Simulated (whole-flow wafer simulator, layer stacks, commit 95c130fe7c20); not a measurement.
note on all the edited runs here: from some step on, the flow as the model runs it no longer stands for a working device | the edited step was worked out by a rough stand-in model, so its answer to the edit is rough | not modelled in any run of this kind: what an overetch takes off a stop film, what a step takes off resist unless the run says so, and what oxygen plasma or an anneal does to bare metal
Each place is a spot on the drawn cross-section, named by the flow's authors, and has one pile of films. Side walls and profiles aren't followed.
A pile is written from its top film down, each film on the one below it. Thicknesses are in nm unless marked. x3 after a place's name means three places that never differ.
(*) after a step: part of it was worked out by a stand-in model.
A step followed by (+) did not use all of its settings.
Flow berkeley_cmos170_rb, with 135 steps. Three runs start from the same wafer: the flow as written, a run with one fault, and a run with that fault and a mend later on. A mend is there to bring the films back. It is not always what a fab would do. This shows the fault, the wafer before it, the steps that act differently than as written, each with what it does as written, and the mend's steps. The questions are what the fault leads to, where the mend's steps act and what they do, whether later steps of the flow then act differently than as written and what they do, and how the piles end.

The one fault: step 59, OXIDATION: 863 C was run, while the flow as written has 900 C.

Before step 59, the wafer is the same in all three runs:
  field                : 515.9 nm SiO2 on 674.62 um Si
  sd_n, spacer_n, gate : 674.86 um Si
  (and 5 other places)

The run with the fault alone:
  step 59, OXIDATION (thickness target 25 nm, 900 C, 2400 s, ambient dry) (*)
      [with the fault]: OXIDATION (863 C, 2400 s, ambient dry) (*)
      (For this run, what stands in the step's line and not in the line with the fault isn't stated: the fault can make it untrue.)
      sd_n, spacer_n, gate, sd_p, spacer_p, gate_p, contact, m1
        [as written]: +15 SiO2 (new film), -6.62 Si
        [with the fault]: +10.3 SiO2 (new film), -4.53 Si
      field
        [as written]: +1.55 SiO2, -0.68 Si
        [with the fault]: +0.78 SiO2, -0.34 Si
  Steps later in the flow that act otherwise than as written (30 more steps, not shown, differ only slightly: by at most 2% or 0.5 nm, whichever is larger):
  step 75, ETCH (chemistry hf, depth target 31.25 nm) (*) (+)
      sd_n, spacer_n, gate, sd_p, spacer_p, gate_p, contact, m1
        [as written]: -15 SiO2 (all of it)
        [with the fault]: -10.3 SiO2 (all of it)
  The piles end only slightly different from the flow's at the places that both follow, by no more than 2% or 0.5 nm, whichever is larger.

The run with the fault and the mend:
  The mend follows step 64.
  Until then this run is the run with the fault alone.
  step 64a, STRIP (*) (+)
      sd_p
        -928 KrF resist (all of it)
      spacer_p
        -911.2 KrF resist (all of it)
      gate_p
        -910.3 KrF resist (all of it)
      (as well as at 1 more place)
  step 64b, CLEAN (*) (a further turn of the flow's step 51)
      alters no film at any place that is followed
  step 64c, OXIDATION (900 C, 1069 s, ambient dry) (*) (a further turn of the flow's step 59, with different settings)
      sd_n, spacer_n, gate, sd_p, spacer_p, gate_p, contact, m1
        +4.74 SiO2, -2.08 Si
      field
        +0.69 SiO2, -0.3 Si
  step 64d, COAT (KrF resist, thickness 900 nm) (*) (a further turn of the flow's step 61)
      field
        +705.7 KrF resist (new film)
      sd_n
        +957.4 KrF resist (new film)
      spacer_n
        +924.9 KrF resist (new film)
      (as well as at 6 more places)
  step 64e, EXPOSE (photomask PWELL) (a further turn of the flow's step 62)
      alters no film at any place that is followed
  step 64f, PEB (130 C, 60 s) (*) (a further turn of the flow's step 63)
      alters no film at any place that is followed
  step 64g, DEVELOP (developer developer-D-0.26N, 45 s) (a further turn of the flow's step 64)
      sd_p, spacer_p, gate_p, m1
        -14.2 KrF resist
      field
        -705.7 KrF resist (all of it)
      sd_n
        -957.4 KrF resist (all of it)
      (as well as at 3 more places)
  Later steps of the flow that are run all act as written at every place that is followed, up to a difference of at most 2% or 0.5 nm, whichever is larger.
  The piles end only slightly different from the flow's at the places that both follow, by no more than 2% or 0.5 nm, whichever is larger.
